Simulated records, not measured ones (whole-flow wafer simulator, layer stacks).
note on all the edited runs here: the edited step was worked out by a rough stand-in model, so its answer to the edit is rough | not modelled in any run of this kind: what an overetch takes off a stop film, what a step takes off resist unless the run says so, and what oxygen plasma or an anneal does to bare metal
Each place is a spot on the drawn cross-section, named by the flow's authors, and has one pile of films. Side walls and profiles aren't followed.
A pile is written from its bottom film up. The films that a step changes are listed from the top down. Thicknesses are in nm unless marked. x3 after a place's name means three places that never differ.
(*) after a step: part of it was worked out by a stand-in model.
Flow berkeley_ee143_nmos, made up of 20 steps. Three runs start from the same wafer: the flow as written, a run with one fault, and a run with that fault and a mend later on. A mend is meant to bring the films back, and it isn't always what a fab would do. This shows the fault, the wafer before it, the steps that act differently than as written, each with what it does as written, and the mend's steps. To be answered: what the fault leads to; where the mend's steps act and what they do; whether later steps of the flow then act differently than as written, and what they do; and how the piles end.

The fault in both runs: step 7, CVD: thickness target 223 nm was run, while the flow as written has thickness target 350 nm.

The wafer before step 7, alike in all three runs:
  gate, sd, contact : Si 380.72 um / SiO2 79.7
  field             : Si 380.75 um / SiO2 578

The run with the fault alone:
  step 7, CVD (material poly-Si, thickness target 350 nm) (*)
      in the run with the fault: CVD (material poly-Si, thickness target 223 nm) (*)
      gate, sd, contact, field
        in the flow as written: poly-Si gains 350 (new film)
        in the run with the fault: poly-Si gains 223 (new film)
  Later steps of the flow acting differently than as written:
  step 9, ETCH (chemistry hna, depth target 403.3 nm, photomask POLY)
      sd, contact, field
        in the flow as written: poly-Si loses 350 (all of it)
        in the run with the fault: poly-Si loses 223 (all of it)
  The piles end different from the flow's at gate by more than 2% or 0.5 nm, whichever is larger.
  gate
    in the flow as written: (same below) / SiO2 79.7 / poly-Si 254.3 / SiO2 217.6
    in the run with the fault: (same below) / SiO2 79.7 / poly-Si 127.3 / SiO2 217.6

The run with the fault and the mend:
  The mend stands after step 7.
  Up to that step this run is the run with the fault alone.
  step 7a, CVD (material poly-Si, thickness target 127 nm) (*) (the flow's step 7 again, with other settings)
      gate, sd, contact, field
        poly-Si gains 127
  Later steps of the flow that are run all act as written at every place that is followed.
  By the end, the piles equal the flow's at every place that both follow.
